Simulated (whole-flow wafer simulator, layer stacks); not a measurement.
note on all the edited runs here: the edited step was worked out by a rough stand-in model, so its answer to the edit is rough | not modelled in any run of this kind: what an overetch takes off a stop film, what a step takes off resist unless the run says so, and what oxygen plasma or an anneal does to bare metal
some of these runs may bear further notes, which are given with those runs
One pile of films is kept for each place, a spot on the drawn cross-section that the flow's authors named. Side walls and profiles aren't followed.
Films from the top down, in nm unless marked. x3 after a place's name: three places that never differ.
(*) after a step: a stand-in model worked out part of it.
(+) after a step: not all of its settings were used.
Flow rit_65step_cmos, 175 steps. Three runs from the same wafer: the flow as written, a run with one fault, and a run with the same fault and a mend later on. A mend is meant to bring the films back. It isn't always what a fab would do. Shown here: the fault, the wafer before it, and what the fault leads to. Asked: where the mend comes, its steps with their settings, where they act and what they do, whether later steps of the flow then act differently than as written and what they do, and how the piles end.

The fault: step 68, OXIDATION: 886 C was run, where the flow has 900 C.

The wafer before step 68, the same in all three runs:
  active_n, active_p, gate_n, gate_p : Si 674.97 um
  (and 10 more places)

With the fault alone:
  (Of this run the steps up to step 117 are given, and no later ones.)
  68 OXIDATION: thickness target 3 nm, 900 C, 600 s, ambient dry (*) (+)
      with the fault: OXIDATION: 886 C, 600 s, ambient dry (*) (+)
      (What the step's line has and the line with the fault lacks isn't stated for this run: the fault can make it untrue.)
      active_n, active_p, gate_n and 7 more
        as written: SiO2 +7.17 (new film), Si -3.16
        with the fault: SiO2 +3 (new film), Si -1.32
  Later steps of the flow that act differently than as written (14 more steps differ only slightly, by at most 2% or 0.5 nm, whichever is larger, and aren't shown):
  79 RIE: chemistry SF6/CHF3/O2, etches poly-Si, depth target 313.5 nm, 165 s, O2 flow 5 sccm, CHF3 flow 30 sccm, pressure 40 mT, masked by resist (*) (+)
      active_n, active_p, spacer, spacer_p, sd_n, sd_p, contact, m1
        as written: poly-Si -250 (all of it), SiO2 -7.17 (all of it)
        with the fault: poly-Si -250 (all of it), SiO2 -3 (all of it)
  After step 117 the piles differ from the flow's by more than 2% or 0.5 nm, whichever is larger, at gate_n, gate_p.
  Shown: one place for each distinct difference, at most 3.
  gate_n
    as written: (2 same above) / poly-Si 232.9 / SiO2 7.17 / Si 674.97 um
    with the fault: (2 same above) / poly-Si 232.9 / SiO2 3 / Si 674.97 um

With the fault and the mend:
  The mend comes after step 69.
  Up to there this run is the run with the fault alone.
  69a OXIDATION: 900 C, 488.4 s, ambient dry (*) (+) (the flow's step 68 once more, with other settings)
      active_n, active_p, gate_n and 7 more
        SiO2 +4, Si -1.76
  No later step of the flow acts differently than as written, at any place that is followed, by more than 2% or 0.5 nm, whichever is larger.
  At the end the piles differ from the flow's only slightly at the places that both follow, by at most 2% or 0.5 nm, whichever is larger.
